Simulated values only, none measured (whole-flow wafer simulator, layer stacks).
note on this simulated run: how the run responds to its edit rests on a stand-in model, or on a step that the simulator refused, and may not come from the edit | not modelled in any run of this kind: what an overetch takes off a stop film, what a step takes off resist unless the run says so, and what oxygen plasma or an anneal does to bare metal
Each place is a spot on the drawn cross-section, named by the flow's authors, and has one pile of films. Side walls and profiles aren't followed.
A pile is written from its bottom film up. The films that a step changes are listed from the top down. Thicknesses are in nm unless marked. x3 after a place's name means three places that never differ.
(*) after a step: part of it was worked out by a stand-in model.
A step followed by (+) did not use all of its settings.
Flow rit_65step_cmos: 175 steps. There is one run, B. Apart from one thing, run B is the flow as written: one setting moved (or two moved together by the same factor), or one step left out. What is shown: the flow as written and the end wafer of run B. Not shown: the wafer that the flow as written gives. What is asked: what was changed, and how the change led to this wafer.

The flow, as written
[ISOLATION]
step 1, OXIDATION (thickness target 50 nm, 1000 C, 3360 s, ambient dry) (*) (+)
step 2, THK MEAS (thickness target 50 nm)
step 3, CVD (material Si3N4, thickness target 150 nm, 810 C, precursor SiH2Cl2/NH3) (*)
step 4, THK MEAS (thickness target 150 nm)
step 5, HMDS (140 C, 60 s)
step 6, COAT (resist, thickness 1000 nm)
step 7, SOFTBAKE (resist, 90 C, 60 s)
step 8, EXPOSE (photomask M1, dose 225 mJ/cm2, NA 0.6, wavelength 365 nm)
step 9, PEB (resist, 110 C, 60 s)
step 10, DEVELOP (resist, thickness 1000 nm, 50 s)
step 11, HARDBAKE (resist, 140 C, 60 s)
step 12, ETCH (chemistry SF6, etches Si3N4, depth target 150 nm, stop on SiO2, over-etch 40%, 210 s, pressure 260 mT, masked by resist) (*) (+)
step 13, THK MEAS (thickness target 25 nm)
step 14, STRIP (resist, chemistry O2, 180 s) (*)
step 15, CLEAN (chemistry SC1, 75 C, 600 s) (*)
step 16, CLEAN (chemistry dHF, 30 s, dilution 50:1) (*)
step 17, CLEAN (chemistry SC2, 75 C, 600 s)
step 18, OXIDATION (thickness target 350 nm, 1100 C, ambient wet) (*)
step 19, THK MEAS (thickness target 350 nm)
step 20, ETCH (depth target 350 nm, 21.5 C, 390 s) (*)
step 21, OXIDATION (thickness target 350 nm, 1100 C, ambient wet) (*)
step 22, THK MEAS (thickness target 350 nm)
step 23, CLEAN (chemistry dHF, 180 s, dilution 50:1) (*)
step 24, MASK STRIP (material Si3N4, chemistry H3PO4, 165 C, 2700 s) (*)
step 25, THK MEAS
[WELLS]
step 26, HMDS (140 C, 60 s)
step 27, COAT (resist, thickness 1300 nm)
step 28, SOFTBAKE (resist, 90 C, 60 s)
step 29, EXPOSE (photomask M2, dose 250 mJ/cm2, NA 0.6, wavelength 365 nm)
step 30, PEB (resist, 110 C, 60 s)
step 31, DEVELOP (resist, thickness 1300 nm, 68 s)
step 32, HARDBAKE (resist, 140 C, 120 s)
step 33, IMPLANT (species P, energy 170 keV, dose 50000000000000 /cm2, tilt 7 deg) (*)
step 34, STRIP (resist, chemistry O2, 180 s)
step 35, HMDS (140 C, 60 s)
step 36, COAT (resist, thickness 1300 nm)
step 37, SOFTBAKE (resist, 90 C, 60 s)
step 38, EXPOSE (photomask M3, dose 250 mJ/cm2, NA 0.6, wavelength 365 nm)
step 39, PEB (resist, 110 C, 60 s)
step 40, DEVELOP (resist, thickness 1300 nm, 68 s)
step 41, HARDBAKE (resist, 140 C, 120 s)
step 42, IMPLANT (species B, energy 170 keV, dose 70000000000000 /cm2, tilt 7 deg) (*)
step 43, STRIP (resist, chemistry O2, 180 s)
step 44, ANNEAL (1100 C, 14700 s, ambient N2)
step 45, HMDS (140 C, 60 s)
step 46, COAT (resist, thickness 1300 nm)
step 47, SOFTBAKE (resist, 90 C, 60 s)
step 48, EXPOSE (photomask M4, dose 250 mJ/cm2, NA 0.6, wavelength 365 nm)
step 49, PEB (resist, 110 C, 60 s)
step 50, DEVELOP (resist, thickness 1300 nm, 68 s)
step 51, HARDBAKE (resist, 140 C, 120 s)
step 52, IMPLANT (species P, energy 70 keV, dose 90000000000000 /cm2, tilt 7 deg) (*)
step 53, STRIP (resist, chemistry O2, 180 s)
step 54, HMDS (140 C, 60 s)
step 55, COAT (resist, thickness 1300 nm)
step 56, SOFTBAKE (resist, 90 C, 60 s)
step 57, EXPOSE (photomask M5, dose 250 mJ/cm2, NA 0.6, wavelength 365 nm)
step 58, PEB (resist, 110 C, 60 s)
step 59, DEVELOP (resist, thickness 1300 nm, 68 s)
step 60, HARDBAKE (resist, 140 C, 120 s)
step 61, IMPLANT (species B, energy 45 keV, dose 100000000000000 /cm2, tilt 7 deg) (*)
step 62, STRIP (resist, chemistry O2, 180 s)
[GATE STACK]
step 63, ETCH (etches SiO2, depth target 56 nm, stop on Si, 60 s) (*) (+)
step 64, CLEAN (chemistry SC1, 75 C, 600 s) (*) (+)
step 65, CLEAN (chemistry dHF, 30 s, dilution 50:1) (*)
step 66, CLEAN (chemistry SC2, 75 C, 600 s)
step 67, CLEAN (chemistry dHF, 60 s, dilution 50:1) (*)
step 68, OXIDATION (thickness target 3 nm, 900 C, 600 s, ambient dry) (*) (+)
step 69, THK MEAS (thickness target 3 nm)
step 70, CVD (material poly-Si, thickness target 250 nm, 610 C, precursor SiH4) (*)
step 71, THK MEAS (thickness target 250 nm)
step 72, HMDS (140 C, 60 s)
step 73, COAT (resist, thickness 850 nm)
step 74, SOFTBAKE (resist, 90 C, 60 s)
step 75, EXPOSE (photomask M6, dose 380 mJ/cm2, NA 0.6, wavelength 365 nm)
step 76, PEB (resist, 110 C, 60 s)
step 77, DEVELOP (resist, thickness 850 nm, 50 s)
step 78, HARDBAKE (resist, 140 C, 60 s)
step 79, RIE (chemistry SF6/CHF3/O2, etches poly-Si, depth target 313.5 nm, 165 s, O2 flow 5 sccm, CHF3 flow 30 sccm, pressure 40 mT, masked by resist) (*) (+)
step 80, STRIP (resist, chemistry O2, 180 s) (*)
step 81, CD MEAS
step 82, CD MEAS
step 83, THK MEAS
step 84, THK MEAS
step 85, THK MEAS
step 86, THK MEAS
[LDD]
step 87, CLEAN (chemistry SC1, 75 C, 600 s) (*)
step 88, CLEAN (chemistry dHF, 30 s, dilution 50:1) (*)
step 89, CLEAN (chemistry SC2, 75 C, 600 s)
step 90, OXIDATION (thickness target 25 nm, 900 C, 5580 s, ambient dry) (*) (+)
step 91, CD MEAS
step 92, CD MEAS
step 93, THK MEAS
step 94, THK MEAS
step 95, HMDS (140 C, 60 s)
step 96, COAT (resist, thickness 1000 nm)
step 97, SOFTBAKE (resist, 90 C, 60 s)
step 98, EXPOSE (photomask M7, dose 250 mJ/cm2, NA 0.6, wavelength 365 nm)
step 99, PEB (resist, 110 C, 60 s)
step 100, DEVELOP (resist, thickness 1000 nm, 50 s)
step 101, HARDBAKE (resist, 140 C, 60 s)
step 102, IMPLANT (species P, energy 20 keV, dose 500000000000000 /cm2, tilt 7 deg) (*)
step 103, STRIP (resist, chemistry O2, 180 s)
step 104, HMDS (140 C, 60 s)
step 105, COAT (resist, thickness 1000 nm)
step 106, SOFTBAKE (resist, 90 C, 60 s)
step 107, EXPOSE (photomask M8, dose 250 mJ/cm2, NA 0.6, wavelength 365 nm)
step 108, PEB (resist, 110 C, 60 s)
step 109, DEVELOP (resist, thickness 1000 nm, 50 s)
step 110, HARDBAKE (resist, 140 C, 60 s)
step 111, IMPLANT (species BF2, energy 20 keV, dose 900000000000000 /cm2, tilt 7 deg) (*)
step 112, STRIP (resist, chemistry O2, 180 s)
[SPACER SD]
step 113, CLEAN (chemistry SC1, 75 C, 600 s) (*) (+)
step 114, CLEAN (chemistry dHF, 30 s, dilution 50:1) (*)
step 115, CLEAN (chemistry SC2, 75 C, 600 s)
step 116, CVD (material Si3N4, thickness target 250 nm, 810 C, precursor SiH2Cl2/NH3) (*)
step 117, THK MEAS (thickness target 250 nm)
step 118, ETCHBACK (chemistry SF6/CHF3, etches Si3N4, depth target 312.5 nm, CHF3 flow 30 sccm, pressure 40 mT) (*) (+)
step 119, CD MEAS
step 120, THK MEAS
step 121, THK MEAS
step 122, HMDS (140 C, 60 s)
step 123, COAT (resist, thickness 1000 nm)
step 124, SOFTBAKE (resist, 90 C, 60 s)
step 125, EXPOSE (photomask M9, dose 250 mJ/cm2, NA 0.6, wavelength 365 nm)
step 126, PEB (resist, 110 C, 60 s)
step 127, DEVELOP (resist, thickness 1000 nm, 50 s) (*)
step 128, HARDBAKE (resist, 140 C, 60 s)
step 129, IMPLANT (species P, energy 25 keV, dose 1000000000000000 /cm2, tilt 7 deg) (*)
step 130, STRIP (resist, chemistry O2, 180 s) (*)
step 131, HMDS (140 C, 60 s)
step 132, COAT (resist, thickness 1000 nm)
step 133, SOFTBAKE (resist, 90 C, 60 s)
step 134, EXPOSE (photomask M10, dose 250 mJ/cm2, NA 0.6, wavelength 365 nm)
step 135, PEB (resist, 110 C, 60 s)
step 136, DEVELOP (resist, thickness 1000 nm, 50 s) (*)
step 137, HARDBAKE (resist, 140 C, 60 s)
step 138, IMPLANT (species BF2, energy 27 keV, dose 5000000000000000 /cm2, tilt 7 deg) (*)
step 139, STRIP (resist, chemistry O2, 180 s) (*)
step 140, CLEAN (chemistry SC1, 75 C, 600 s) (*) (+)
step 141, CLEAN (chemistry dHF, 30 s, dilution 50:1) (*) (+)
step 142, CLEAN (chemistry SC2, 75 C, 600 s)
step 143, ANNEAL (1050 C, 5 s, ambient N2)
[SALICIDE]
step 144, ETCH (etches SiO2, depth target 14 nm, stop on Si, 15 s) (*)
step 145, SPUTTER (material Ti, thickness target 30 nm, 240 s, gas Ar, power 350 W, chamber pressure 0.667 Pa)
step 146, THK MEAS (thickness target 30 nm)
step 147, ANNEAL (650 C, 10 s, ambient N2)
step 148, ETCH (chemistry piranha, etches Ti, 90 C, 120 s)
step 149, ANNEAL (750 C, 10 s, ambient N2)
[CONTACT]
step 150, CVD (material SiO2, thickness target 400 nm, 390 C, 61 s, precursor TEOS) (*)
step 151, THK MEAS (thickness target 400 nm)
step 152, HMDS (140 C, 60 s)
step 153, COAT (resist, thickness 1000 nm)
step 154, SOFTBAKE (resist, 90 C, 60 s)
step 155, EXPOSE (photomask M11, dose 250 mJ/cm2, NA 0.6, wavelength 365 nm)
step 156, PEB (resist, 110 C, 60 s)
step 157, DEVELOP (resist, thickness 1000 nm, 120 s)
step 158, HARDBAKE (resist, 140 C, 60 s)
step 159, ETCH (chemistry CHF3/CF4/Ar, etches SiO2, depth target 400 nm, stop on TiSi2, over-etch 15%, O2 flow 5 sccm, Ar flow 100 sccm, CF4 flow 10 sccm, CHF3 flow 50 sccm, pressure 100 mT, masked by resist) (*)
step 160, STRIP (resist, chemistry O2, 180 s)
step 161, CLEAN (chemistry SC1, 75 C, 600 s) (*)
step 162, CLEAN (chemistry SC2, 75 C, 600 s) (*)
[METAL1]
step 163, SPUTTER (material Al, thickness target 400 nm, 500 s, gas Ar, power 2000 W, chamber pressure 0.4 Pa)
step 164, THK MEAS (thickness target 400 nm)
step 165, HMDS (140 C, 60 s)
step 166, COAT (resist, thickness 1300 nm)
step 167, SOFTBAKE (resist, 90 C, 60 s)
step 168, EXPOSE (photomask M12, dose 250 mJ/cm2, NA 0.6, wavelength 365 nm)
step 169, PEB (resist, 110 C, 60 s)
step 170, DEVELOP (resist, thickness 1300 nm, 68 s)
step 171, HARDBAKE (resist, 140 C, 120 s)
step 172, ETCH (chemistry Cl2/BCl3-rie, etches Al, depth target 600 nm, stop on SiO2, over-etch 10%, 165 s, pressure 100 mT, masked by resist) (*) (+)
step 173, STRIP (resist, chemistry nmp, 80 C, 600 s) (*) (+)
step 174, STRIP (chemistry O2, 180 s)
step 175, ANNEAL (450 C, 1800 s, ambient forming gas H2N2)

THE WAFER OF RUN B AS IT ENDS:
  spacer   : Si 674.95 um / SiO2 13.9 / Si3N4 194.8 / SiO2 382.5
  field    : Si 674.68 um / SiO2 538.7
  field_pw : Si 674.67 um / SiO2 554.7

What caused this: step 163, SPUTTER: power 2764 W was run, whereas the flow has power 2000 W.

How this came from the change, step by step:
  step 163, SPUTTER (material Al, thickness target 400 nm, 500 s, gas Ar, power 2000 W, chamber pressure 0.4 Pa)
      field, field_pw, field_p, spacer, spacer_p: +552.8 Al (new film) (it would be, as written: +400 Al (new film))
      gate_n, gate_p: +525.8 Al (new film) (it would be, as written: +396 Al (new film))
      (also at 1 further place)
  step 166, COAT (resist, thickness 1300 nm)
      gate_n: +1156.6 resist (new film) (it would be, as written: +1131.7 resist (new film))
      gate_p: +1160.1 resist (new film) (it would be, as written: +1135.6 resist (new film))
  step 169, PEB (resist, 110 C, 60 s)
      gate_n: -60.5 resist (it would be, as written: -59.1 resist)
      gate_p: -60.7 resist (it would be, as written: -59.3 resist)
  step 170, DEVELOP (resist, thickness 1300 nm, 68 s)
      gate_n: -1096.1 resist (all of it) (it would be, as written: -1072.6 resist (all of it))
      gate_p: -1099.4 resist (all of it) (it would be, as written: -1076.3 resist (all of it))
  step 172, ETCH (chemistry Cl2/BCl3-rie, etches Al, depth target 600 nm, stop on SiO2, over-etch 10%, 165 s, pressure 100 mT, masked by resist) (*) (+)
      field, field_pw, field_p, spacer, spacer_p: -552.8 Al (all of it), -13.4 SiO2 (it would be, as written: -400 Al (all of it), -32.5 SiO2)
      gate_n, gate_p: -525.8 Al (all of it), -16.8 SiO2 (it would be, as written: -396 Al (all of it), -33 SiO2)
      (also at 1 further place)
